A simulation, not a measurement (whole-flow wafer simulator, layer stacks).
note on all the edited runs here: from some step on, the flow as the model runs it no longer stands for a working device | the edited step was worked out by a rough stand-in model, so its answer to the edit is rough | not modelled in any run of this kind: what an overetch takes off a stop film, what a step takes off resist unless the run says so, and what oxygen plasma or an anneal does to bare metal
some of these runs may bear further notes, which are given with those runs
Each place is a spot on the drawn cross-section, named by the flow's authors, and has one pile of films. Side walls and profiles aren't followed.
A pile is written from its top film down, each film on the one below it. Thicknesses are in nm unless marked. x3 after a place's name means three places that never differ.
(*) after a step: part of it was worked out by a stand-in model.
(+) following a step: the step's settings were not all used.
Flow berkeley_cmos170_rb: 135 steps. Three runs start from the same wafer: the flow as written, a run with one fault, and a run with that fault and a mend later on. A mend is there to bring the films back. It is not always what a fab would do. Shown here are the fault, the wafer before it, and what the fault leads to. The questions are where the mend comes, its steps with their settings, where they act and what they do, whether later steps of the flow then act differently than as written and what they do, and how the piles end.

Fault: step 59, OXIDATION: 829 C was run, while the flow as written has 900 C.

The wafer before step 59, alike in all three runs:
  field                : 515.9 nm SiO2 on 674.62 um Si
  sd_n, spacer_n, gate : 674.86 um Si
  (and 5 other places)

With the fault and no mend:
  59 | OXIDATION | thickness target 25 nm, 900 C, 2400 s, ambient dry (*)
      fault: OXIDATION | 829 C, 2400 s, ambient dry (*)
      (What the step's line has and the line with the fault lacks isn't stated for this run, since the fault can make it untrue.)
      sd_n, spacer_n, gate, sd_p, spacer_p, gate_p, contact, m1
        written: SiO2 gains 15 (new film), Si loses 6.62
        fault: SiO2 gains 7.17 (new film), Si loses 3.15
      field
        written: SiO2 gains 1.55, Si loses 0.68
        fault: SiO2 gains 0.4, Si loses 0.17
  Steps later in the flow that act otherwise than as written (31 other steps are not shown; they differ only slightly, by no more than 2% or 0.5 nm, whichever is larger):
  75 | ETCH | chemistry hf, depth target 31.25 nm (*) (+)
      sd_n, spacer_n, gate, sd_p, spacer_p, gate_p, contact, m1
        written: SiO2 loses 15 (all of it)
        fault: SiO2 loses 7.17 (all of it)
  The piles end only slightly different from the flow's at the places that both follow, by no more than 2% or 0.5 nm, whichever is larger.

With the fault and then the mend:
  The mend stands after step 64.
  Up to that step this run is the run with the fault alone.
  64a | STRIP (*) (+)
      sd_p
        KrF resist loses 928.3 (all of it)
      spacer_p
        KrF resist loses 911.3 (all of it)
      gate_p
        KrF resist loses 910.4 (all of it)
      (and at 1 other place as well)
  64b | CLEAN (*) (the flow's step 51, run once more)
      alters no film at any place that is followed
  64c | OXIDATION | 900 C, 1638 s, ambient dry (*) (the flow's step 59, run once more with other settings)
      sd_n, spacer_n, gate, sd_p, spacer_p, gate_p, contact, m1
        SiO2 gains 7.82, Si loses 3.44
      field
        SiO2 gains 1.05, Si loses 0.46
  64d | COAT | KrF resist, thickness 900 nm (*) (the flow's step 61, run once more)
      field
        KrF resist gains 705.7 (new film)
      sd_n
        KrF resist gains 957.4 (new film)
      spacer_n
        KrF resist gains 924.9 (new film)
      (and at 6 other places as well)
  64e | EXPOSE | photomask PWELL (the flow's step 62, run once more)
      alters no film at any place that is followed
  64f | PEB | 130 C, 60 s (*) (the flow's step 63, run once more)
      alters no film at any place that is followed
  64g | DEVELOP | developer developer-D-0.26N, 45 s (the flow's step 64, run once more)
      sd_p, spacer_p, gate_p, m1
        KrF resist loses 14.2
      field
        KrF resist loses 705.7 (all of it)
      sd_n
        KrF resist loses 957.4 (all of it)
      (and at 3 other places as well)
  Every later step of the flow that is run acts as written, at every place that is followed, to within 2% or 0.5 nm, whichever is larger.
  The piles end only slightly different from the flow's at the places that both follow, by no more than 2% or 0.5 nm, whichever is larger.
